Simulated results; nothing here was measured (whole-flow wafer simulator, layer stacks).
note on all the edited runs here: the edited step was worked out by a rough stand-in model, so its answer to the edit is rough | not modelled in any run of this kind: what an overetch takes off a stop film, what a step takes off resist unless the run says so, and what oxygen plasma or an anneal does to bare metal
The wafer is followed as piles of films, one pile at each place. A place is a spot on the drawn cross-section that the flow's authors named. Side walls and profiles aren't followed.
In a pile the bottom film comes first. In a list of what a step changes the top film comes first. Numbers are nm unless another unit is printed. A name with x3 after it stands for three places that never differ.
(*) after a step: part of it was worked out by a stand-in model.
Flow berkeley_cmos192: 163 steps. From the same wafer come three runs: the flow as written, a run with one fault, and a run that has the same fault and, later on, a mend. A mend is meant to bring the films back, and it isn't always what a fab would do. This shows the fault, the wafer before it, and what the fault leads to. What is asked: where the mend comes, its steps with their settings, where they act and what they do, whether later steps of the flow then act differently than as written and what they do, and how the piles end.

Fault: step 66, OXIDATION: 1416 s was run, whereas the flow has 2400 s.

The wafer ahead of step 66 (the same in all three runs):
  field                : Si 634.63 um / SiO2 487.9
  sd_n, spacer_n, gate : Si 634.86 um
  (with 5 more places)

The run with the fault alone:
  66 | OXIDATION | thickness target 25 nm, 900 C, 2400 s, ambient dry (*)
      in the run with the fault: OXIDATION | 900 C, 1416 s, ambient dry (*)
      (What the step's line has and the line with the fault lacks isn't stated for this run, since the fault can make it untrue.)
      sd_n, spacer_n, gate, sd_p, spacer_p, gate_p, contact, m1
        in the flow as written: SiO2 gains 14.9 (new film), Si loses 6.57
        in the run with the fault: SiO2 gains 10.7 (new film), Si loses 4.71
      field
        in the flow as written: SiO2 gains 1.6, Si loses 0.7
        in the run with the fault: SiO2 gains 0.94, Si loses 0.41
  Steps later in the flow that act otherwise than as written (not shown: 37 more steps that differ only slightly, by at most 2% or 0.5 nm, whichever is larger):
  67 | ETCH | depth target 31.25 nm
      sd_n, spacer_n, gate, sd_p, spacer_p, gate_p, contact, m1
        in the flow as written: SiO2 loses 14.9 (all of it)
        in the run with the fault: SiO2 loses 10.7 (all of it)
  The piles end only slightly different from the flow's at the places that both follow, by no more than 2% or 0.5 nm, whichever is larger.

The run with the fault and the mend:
  After step 66 comes the mend.
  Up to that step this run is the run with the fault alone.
  66a | OXIDATION | 900 C, 984 s, ambient dry (*) (a further turn of the flow's step 66, with different settings)
      sd_n, spacer_n, gate, sd_p, spacer_p, gate_p, contact, m1
        SiO2 gains 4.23, Si loses 1.86
      field
        SiO2 gains 0.65, Si loses 0.29
  None of the later steps of the flow acts differently than as written at any place that is followed.
  The piles end the same as the flow's at every place that both follow.
